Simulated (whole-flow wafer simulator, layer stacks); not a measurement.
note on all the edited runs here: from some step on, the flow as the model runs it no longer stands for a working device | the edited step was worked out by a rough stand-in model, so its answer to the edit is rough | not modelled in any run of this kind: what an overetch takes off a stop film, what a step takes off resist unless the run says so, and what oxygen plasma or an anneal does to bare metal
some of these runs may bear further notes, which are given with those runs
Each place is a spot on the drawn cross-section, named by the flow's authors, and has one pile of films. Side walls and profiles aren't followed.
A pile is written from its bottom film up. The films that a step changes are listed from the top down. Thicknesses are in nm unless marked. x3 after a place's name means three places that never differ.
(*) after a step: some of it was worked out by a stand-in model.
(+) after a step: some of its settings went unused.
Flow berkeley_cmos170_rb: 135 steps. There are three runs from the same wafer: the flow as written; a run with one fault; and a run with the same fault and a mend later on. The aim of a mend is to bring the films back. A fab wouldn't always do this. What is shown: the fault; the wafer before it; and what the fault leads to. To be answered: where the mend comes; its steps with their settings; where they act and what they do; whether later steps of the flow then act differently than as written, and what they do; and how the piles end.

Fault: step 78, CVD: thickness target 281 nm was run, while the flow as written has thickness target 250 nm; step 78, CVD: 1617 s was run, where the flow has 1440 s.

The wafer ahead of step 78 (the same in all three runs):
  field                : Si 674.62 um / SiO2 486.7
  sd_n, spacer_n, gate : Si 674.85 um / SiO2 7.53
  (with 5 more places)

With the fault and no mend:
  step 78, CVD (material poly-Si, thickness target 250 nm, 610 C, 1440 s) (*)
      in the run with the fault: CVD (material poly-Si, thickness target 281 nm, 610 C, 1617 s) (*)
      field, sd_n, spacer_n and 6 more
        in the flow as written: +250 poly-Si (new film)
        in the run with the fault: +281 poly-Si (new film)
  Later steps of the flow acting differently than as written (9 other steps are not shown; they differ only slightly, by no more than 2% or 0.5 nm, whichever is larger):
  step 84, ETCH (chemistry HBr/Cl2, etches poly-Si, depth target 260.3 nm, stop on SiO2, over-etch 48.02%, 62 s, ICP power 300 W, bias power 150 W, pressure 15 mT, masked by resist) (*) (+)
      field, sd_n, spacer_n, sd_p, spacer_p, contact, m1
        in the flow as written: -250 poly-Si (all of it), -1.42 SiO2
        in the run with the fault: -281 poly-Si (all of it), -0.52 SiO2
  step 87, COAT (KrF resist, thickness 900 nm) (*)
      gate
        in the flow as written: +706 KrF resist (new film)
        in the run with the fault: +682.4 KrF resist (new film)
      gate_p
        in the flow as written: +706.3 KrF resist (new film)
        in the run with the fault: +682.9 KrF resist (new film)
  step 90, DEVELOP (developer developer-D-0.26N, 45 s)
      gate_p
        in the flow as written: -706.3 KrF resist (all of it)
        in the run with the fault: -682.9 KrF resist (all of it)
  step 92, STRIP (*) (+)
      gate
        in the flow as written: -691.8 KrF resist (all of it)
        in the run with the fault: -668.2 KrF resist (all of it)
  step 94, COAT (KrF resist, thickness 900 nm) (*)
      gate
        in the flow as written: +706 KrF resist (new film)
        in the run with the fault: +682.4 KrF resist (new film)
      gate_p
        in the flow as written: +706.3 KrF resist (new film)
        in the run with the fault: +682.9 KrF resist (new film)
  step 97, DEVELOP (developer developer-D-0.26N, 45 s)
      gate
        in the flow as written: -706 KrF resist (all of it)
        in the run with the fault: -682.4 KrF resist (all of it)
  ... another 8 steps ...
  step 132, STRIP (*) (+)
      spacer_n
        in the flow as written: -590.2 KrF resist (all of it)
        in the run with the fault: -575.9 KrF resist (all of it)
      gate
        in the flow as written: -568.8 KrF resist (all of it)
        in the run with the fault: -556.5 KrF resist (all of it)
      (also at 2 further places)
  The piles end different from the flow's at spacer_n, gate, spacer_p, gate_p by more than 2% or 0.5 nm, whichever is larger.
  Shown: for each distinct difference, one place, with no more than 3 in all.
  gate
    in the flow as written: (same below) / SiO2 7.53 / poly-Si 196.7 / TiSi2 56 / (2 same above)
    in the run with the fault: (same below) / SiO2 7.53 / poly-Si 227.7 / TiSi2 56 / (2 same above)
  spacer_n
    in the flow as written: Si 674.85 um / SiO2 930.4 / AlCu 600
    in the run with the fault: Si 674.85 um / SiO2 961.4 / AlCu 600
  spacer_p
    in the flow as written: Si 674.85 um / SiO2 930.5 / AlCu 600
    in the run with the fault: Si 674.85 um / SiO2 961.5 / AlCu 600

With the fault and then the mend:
  After step 78 comes the mend.
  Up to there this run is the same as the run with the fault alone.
  step 78a, ETCH (chemistry tmah, depth target 323.1 nm)
      field, sd_n, spacer_n and 6 more
        -281 poly-Si (all of it)
  step 78b, CLEAN (*) (the flow's step 74, run once more)
      alters no film at any place that is followed
  step 78c, CVD (material poly-Si, thickness target 250 nm, 610 C, 1440 s) (*) (the flow's step 78, run once more)
      field, sd_n, spacer_n and 6 more
        +250 poly-Si (new film)
  None of the later steps of the flow acts differently than as written at any place that is followed.
  The piles end the same as the flow's at every place that both follow.
